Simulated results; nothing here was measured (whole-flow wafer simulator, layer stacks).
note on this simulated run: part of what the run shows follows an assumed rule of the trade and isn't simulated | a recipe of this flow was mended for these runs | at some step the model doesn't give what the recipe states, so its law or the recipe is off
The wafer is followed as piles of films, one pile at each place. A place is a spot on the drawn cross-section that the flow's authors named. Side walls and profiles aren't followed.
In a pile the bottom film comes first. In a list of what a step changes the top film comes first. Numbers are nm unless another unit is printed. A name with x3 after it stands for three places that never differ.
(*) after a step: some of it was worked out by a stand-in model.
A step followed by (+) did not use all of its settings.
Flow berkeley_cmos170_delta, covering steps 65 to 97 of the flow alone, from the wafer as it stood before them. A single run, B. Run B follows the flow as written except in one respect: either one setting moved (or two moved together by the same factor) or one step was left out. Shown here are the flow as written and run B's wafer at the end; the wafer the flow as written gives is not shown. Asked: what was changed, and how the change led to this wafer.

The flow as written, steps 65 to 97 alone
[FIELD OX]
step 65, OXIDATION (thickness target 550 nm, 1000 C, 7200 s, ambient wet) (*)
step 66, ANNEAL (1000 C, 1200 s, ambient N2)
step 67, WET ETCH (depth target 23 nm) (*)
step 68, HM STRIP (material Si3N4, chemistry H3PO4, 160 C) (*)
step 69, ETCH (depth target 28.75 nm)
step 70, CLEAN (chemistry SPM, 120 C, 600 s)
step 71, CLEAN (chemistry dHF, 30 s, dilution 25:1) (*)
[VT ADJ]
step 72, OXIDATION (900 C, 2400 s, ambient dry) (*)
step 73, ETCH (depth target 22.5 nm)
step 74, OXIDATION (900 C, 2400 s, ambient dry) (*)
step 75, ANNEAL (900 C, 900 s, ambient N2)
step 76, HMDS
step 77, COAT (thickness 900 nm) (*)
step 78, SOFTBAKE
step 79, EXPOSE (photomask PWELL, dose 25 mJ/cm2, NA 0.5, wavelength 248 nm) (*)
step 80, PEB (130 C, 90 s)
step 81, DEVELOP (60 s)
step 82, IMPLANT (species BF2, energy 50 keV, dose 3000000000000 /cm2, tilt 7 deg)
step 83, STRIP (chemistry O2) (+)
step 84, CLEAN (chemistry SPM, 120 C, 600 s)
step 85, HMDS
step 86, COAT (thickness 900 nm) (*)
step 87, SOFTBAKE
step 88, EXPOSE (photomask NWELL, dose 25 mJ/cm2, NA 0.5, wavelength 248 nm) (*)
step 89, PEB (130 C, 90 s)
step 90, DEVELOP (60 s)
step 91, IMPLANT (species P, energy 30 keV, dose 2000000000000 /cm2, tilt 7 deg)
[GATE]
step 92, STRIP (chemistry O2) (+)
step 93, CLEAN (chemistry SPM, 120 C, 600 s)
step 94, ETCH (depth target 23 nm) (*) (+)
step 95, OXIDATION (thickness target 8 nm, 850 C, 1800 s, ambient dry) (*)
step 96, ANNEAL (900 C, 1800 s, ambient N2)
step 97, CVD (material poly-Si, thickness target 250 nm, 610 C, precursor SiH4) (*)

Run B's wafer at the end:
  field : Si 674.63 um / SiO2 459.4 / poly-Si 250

The reason: step 69, ETCH: depth target 19.95 nm was run, while the flow as written has depth target 28.75 nm; step 71, CLEAN: 21 s was run, where the flow has 30 s.

The path from the change to this, step by step:
  step 69, ETCH (depth target 28.75 nm)
      field: SiO2 loses 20 (in the flow as written it would be: SiO2 loses 28.8)
  step 71, CLEAN (chemistry dHF, 30 s, dilution 25:1) (*)
      field: SiO2 loses 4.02 (in the flow as written it would be: SiO2 loses 5.74)
